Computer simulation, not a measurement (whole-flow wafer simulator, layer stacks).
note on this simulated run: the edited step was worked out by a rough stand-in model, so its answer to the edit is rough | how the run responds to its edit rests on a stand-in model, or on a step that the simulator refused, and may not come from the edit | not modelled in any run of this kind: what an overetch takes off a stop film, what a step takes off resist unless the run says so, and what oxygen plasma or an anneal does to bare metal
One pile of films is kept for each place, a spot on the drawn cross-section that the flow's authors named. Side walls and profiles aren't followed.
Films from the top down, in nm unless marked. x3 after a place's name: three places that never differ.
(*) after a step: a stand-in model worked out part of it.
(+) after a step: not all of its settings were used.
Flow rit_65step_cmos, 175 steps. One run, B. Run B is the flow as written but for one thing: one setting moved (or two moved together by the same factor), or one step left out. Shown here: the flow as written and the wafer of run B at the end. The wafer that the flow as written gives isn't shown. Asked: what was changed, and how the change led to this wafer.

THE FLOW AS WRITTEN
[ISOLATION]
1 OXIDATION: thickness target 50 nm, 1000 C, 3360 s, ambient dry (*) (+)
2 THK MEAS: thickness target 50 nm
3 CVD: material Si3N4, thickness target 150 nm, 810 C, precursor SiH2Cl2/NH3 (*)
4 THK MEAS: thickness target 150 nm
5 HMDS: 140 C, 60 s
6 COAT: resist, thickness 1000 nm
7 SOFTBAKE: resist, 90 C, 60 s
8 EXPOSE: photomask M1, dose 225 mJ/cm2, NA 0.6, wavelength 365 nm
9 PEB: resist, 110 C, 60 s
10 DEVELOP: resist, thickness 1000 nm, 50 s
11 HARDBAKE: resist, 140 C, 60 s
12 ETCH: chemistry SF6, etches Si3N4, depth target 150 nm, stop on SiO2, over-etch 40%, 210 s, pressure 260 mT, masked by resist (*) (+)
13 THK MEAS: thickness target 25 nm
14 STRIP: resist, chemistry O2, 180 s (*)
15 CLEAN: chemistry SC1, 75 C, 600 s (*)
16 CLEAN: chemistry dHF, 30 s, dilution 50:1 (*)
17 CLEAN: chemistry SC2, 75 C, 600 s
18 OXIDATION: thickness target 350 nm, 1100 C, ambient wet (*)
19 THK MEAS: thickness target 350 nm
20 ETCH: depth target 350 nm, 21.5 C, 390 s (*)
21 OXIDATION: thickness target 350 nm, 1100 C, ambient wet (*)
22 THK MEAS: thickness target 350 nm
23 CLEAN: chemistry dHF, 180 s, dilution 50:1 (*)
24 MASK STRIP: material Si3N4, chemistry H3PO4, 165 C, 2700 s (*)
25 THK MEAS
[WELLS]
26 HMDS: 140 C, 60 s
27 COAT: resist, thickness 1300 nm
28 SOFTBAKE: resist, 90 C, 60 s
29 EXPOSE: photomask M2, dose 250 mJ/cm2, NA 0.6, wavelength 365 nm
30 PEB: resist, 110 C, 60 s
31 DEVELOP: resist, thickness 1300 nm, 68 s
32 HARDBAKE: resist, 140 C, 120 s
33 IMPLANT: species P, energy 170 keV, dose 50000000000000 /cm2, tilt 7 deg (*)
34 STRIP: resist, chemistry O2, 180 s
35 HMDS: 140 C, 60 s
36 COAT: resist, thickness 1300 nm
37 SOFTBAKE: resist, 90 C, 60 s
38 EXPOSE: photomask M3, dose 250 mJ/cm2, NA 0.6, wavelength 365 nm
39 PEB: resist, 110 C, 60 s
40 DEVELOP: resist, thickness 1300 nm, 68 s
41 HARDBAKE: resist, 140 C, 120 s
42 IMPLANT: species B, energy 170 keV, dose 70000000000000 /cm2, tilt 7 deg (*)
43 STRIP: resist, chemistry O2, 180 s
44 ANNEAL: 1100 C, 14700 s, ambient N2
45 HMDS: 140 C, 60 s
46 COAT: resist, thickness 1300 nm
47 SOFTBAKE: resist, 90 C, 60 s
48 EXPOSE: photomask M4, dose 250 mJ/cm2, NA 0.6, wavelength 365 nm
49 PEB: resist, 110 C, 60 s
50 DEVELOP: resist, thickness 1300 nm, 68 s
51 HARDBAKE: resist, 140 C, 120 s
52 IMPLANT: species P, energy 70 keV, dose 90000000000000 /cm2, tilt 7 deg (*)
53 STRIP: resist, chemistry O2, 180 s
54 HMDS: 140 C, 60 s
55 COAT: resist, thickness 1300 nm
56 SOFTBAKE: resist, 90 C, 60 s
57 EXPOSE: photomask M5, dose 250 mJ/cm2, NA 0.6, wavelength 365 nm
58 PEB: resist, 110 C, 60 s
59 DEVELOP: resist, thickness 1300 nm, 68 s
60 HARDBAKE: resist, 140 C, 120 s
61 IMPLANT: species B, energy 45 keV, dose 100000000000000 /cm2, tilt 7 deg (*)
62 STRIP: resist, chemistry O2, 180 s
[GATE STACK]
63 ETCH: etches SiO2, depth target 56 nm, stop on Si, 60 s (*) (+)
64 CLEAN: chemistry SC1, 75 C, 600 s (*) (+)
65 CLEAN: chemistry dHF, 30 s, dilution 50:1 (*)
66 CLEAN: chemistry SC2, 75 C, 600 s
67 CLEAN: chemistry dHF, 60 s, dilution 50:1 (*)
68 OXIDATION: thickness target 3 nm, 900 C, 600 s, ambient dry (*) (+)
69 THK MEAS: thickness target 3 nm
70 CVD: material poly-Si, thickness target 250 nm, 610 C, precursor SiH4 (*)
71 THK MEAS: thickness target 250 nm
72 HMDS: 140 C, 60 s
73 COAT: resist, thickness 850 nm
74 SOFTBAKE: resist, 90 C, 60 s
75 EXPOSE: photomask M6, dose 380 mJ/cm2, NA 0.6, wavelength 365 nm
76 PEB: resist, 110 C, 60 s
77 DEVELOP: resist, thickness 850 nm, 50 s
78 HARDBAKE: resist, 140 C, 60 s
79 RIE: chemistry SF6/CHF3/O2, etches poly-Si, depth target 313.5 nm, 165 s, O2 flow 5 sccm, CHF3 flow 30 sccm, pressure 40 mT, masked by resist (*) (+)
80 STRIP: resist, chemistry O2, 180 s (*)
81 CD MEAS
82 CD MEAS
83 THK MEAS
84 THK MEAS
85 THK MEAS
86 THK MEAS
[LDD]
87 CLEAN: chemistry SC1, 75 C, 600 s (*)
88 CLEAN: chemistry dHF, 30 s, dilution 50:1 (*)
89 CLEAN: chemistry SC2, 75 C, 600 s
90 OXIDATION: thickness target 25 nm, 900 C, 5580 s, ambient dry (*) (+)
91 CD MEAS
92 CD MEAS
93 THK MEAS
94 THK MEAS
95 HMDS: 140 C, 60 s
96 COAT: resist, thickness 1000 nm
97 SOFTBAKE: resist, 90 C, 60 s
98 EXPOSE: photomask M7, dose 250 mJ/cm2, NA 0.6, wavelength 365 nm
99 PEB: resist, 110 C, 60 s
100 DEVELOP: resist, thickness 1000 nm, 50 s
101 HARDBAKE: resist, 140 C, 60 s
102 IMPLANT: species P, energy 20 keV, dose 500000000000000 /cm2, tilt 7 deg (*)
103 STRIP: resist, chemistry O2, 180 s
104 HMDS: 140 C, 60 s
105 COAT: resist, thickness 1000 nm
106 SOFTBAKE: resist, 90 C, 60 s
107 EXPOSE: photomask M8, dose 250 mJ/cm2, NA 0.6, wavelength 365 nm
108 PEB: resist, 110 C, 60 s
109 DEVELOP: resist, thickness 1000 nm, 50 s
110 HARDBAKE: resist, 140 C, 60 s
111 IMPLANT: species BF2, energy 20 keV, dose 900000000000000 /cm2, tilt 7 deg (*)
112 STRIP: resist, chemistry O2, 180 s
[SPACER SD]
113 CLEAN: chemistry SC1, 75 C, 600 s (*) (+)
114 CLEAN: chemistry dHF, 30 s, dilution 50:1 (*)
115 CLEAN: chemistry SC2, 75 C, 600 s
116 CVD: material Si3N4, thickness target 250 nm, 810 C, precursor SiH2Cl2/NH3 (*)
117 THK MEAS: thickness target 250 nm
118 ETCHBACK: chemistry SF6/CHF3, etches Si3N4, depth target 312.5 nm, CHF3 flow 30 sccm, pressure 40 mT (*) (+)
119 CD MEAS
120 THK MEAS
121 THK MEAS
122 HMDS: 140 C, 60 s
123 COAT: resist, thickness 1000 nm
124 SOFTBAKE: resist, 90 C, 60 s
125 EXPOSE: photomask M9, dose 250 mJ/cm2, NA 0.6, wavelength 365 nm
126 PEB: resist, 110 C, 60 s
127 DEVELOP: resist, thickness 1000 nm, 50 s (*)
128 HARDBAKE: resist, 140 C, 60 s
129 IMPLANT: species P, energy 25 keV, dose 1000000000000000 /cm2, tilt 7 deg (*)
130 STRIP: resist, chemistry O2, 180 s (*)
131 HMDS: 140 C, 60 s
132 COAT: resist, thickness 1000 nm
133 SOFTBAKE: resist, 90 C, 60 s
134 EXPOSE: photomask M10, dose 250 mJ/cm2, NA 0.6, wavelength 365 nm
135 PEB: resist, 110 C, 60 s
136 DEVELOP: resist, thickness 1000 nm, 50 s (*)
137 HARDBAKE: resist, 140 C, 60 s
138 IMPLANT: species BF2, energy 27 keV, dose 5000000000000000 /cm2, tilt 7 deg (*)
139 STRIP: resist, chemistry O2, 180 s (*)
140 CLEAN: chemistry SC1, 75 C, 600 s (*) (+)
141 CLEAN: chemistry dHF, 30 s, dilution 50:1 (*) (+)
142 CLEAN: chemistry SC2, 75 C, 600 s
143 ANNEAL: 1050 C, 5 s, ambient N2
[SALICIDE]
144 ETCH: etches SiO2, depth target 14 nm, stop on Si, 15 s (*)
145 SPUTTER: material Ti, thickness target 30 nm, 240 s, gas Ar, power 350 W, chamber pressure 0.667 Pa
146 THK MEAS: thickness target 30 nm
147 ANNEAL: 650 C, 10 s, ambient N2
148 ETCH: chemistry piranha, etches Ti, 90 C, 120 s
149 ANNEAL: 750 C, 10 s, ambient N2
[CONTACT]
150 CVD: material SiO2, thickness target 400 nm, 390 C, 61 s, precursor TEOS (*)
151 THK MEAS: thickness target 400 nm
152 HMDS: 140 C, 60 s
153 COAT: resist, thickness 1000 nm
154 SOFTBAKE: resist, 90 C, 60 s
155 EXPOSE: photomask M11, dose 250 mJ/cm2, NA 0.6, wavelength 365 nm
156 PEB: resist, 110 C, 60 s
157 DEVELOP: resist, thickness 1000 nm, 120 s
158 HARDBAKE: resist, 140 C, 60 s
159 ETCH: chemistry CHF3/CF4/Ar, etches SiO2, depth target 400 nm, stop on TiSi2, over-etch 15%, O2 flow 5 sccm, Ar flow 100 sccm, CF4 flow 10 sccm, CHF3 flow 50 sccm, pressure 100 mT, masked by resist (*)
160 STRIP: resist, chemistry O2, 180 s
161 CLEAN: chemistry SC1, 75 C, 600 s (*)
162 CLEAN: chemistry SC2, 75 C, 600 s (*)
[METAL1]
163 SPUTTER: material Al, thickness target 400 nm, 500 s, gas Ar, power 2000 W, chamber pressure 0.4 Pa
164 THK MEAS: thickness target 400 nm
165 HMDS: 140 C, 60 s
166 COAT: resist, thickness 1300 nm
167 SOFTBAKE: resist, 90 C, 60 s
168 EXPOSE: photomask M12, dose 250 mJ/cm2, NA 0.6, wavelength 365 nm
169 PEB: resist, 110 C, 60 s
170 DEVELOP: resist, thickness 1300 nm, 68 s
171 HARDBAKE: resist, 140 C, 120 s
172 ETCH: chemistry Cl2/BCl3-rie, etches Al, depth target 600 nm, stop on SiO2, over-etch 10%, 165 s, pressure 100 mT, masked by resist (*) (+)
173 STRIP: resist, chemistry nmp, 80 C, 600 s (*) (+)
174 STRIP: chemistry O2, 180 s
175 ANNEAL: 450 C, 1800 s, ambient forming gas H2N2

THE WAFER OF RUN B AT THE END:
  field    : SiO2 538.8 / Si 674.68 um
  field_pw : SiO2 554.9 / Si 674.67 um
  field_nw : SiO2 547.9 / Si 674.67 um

The cause: step 116, CVD: thickness target 275 nm was run, where the flow has thickness target 250 nm.

How the change led to this, step by step:
  116 CVD: material Si3N4, thickness target 250 nm, 810 C, precursor SiH2Cl2/NH3 (*)
      field, field_pw, field_nw and 11 more: Si3N4 +275 (new film) (as written it would be: Si3N4 +250 (new film))
  118 ETCHBACK: chemistry SF6/CHF3, etches Si3N4, depth target 312.5 nm, CHF3 flow 30 sccm, pressure 40 mT (*) (+)
      field, field_pw, field_nw, field_p: Si3N4 -275 (all of it), SiO2 -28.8 (as written it would be: Si3N4 -250 (all of it), SiO2 -48.1)
      gate_n: Si3N4 -275 (all of it), SiO2 -16.3 (all of it), poly-Si -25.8 (as written it would be: Si3N4 -250 (all of it), SiO2 -16.3 (all of it), poly-Si -65.5)
      (and at 1 more place)
  123 COAT: resist, thickness 1000 nm
      gate_n: resist +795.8 (new film) (as written it would be: resist +835 (new film))
      gate_p: resist +797.1 (new film) (as written it would be: resist +836.1 (new film))
  126 PEB: resist, 110 C, 60 s
      gate_n, gate_p: resist -41 (as written it would be: resist -43.1)
  127 DEVELOP: resist, thickness 1000 nm, 50 s (*)
      gate_n: resist -754.9 (all of it) (as written it would be: resist -791.9 (all of it))
  128 HARDBAKE: resist, 140 C, 60 s
      gate_p: resist -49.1 (as written it would be: resist -51.9)
  130 STRIP: resist, chemistry O2, 180 s (*)
      gate_p: chemical SiO2 +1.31 (new film), resist -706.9 (all of it), poly-Si -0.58 (as written it would be: chemical SiO2 +1.31 (new film), resist -741.1 (all of it), poly-Si -0.58)
  132 COAT: resist, thickness 1000 nm
      gate_n: resist +795.9 (new film) (as written it would be: resist +834.8 (new film))
      gate_p: resist +796.9 (new film) (as written it would be: resist +835.9 (new film))
  135 PEB: resist, 110 C, 60 s
      gate_n, gate_p: resist -41 (as written it would be: resist -43.1)
  136 DEVELOP: resist, thickness 1000 nm, 50 s (*)
      gate_p: resist -755.9 (all of it) (as written it would be: resist -792.8 (all of it))
  137 HARDBAKE: resist, 140 C, 60 s
      gate_n: resist -49 (as written it would be: resist -51.8)
  139 STRIP: resist, chemistry O2, 180 s (*)
      gate_n: resist -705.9 (all of it), chemical SiO2 +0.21, poly-Si -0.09 (as written it would be: resist -740 (all of it), chemical SiO2 +0.21, poly-Si -0.09)
  145 SPUTTER: material Ti, thickness target 30 nm, 240 s, gas Ar, power 350 W, chamber pressure 0.667 Pa
      gate_n: Ti +30 (new film) (as written it would be: Ti +27.3 (new film))
      gate_p: Ti +30 (new film) (as written it would be: Ti +27.2 (new film))
  147 ANNEAL: 650 C, 10 s, ambient N2
      gate_n: Ti -23.4, TiSi first +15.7 (new film), TiSi2 C49 +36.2 (new film), poly-Si -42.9 (as written it would be: Ti -21.3, TiSi first +9.82 (new film), TiSi2 C49 +39.5 (new film), poly-Si -41.9)
      gate_p: Ti -23.4, TiSi first +15.7 (new film), TiSi2 C49 +36.2 (new film), poly-Si -42.9 (as written it would be: Ti -21.2, TiSi first +9.56 (new film), TiSi2 C49 +39.6 (new film), poly-Si -41.9)
  148 ETCH: chemistry piranha, etches Ti, 90 C, 120 s
      gate_n: Ti -6.6 (all of it), TiSi first -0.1 (as written it would be: Ti -6 (all of it), TiSi first -0.1)
      gate_p: Ti -6.6 (all of it), TiSi first -0.1 (as written it would be: Ti -5.97 (all of it), TiSi first -0.1)
  149 ANNEAL: 750 C, 10 s, ambient N2
      gate_n: TiSi2 +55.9 (new film), TiSi first -15.6 (all of it), TiSi2 C49 -36.2 (all of it), poly-Si -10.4 (as written it would be: TiSi2 +50.8 (new film), TiSi first -9.72 (all of it), TiSi2 C49 -39.5 (all of it), poly-Si -6.48)
      gate_p: TiSi2 +55.9 (new film), TiSi first -15.6 (all of it), TiSi2 C49 -36.2 (all of it), poly-Si -10.4 (as written it would be: TiSi2 +50.6 (new film), TiSi first -9.46 (all of it), TiSi2 C49 -39.6 (all of it), poly-Si -6.31)
  ... 7 more steps ...
  170 DEVELOP: resist, thickness 1300 nm, 68 s
      gate_n: resist -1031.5 (all of it) (as written it would be: resist -1072.6 (all of it))
      gate_p: resist -1035.7 (all of it) (as written it would be: resist -1076.3 (all of it))
